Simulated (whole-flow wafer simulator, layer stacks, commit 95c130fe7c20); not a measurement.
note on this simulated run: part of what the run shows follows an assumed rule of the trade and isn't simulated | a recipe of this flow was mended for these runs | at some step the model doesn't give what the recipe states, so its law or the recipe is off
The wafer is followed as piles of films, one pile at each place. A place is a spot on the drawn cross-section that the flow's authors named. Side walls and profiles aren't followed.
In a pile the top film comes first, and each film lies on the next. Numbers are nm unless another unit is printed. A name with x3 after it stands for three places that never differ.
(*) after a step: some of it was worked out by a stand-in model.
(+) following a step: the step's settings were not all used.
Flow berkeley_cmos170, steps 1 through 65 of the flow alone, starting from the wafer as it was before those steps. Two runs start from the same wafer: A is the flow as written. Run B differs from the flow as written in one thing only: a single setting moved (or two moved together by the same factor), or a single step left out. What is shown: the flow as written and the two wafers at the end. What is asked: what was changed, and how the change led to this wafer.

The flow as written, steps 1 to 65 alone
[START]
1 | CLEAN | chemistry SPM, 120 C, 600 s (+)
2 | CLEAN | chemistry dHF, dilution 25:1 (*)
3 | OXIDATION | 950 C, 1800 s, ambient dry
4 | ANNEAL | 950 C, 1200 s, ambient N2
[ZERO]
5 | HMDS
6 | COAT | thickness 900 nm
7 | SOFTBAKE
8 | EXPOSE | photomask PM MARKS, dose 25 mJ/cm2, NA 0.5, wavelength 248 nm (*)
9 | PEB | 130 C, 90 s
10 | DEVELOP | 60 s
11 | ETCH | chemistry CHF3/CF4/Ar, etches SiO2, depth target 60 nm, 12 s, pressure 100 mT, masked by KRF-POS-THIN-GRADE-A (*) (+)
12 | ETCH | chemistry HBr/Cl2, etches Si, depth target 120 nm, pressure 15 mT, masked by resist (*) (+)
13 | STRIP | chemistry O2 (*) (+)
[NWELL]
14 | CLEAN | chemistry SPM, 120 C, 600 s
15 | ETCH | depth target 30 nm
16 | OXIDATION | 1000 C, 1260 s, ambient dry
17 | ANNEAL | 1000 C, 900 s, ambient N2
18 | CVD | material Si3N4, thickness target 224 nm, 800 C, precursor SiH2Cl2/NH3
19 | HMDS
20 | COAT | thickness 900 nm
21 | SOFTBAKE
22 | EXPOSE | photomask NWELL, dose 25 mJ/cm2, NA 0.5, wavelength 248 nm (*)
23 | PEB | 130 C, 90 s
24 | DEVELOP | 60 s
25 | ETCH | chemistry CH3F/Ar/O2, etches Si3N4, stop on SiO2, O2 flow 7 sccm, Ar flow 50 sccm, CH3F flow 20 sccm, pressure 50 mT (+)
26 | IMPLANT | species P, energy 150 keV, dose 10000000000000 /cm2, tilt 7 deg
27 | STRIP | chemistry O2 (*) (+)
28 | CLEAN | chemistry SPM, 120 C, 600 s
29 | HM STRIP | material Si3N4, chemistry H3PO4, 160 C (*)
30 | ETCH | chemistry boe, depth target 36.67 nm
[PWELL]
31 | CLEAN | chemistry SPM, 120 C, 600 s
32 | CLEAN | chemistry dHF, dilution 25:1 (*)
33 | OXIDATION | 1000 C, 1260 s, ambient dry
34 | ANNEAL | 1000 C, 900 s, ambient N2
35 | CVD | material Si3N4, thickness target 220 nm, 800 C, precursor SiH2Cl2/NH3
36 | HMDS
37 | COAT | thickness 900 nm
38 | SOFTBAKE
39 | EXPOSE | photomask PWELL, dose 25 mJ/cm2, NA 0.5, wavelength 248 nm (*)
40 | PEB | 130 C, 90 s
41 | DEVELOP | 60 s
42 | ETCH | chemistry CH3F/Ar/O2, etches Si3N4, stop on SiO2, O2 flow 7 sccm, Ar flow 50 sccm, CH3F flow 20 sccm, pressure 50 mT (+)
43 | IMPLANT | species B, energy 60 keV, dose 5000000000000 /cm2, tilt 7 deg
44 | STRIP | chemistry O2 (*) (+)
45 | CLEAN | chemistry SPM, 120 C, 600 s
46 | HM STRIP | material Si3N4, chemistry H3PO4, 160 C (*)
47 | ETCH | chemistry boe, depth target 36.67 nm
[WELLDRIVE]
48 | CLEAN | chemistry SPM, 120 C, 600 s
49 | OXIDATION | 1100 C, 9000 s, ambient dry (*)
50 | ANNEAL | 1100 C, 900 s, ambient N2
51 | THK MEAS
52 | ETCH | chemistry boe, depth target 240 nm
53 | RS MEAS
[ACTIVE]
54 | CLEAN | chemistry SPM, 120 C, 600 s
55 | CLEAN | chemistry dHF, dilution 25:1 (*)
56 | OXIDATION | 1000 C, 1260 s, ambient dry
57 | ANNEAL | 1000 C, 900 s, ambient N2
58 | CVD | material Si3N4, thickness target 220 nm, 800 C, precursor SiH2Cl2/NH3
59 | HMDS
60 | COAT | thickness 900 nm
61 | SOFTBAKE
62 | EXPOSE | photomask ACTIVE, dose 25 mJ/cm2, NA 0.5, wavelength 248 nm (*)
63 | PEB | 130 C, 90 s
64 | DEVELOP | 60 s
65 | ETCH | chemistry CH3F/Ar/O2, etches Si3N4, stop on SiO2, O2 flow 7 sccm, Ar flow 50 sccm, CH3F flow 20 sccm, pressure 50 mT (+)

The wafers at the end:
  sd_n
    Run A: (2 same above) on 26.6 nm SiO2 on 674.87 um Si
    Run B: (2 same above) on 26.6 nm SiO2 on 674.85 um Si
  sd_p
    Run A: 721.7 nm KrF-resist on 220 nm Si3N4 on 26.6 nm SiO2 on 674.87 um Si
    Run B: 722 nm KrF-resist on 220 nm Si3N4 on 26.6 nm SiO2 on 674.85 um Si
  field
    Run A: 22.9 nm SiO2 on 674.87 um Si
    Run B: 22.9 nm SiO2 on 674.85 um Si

The reason: step 3, OXIDATION: 1164 C was run, whereas the flow has 950 C.

Step by step, how the change led to this:
  3 | OXIDATION | 950 C, 1800 s, ambient dry
      field, mark, sd_n and 10 more: A SiO2 gains 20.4 (new film), Si loses 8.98 | B SiO2 gains 105 (new film), Si loses 46.2
  11 | ETCH | chemistry CHF3/CF4/Ar, etches SiO2, depth target 60 nm, 12 s, pressure 100 mT, masked by KRF-POS-THIN-GRADE-A (*) (+)
      mark: A SiO2 loses 20.4 (all of it), Si loses 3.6 | B SiO2 loses 60
  12 | ETCH | chemistry HBr/Cl2, etches Si, depth target 120 nm, pressure 15 mT, masked by resist (*) (+)
      mark: A Si loses 120 | B SiO2 loses 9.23
  13 | STRIP | chemistry O2 (*) (+)
      mark: A chemical SiO2 gains 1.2 (new film), Si loses 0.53 | B nothing
  15 | ETCH | depth target 30 nm
      field, sd_n, spacer_n and 9 more: A SiO2 loses 20.4 (all of it) | B SiO2 loses 30
      mark: A chemical SiO2 loses 1.2 (all of it) | B SiO2 loses 30
  16 | OXIDATION | 1000 C, 1260 s, ambient dry
      field, sd_n, spacer_n and 9 more: A SiO2 gains 26.6 (new film), Si loses 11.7 | B SiO2 gains 9.23, Si loses 4.06
      mark: A SiO2 gains 26.6 (new film), Si loses 11.7 | B SiO2 gains 21.6, Si loses 9.52
  30 | ETCH | chemistry boe, depth target 36.67 nm
      field, sd_n, spacer_n and 6 more: A SiO2 loses 19.6 (all of it) | B SiO2 loses 36.7
      sd_p, spacer_p, gate_p: A SiO2 loses 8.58 (all of it) | B SiO2 loses 36.7
      (and at 1 other place as well)
  31 | CLEAN | chemistry SPM, 120 C, 600 s
      field, sd_n, spacer_n and 9 more: A chemical SiO2 gains 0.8 (new film), Si loses 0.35 | B nothing
  32 | CLEAN | chemistry dHF, dilution 25:1 (*)
      field, sd_n, spacer_n and 6 more: A chemical SiO2 loses 0.8 (all of it) | B SiO2 loses 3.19
      sd_p, spacer_p, gate_p: A chemical SiO2 loses 0.8 (all of it) | B SiO2 loses 3.52
  33 | OXIDATION | 1000 C, 1260 s, ambient dry
      field, sd_n, spacer_n and 6 more: A SiO2 gains 26.6 (new film), Si loses 11.7 | B SiO2 gains 11.4, Si loses 5.01
      sd_p, spacer_p, gate_p: A SiO2 gains 26.6 (new film), Si loses 11.7 | B SiO2 gains 12.7, Si loses 5.59
  47 | ETCH | chemistry boe, depth target 36.67 nm
      field, sd_n, spacer_n and 6 more: A SiO2 loses 8.89 (all of it) | B SiO2 loses 31.1 (all of it)
      sd_p, spacer_p, gate_p: A SiO2 loses 19.7 (all of it) | B SiO2 loses 31.9 (all of it)
